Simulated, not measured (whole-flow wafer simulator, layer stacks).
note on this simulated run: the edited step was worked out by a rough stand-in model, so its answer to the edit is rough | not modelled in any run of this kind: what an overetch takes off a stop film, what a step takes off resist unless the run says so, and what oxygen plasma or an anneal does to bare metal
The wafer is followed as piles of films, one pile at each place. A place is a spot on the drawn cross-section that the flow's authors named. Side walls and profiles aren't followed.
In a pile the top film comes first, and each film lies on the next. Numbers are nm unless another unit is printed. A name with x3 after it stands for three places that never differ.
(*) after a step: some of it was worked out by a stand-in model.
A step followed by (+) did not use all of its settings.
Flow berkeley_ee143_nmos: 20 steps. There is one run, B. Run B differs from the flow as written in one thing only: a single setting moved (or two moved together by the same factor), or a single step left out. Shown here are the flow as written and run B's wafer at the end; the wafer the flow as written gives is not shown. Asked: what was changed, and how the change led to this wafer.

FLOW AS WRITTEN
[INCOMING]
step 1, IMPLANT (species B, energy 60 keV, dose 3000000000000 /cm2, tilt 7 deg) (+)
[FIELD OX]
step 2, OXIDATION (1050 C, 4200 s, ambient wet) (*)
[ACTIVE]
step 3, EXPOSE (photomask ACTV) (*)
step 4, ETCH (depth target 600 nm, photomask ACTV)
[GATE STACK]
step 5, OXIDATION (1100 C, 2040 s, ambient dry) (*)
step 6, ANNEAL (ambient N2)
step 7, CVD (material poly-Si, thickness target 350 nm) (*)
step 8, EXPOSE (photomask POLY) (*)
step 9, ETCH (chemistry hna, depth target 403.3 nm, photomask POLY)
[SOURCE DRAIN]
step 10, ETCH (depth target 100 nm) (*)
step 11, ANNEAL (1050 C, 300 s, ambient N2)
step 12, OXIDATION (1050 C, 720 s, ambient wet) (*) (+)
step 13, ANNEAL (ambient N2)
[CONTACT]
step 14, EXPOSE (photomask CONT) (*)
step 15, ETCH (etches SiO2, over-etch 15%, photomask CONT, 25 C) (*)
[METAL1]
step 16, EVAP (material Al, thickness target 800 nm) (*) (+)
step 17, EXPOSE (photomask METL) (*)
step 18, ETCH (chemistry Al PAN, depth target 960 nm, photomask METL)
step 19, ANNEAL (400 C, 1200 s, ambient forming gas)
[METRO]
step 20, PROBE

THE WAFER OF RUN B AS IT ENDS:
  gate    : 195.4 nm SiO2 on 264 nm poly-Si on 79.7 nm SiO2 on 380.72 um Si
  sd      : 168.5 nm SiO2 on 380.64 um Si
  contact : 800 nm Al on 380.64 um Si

What caused this: step 12, OXIDATION: 612 s was run, while the flow as written has 720 s.

The path from the change to this, step by step:
  step 12, OXIDATION (1050 C, 720 s, ambient wet) (*) (+)
      sd, contact: +168.5 SiO2 (new film), -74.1 Si (in the flow as written it would be: +189.4 SiO2 (new film), -83.4 Si)
      gate: +195.4 SiO2 (new film), -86 poly-Si (in the flow as written it would be: +217.6 SiO2 (new film), -95.7 poly-Si)
      (as well as at 1 more place)
  step 15, ETCH (etches SiO2, over-etch 15%, photomask CONT, 25 C) (*)
      contact: -168.5 SiO2 (all of it) (in the flow as written it would be: -189.4 SiO2 (all of it))
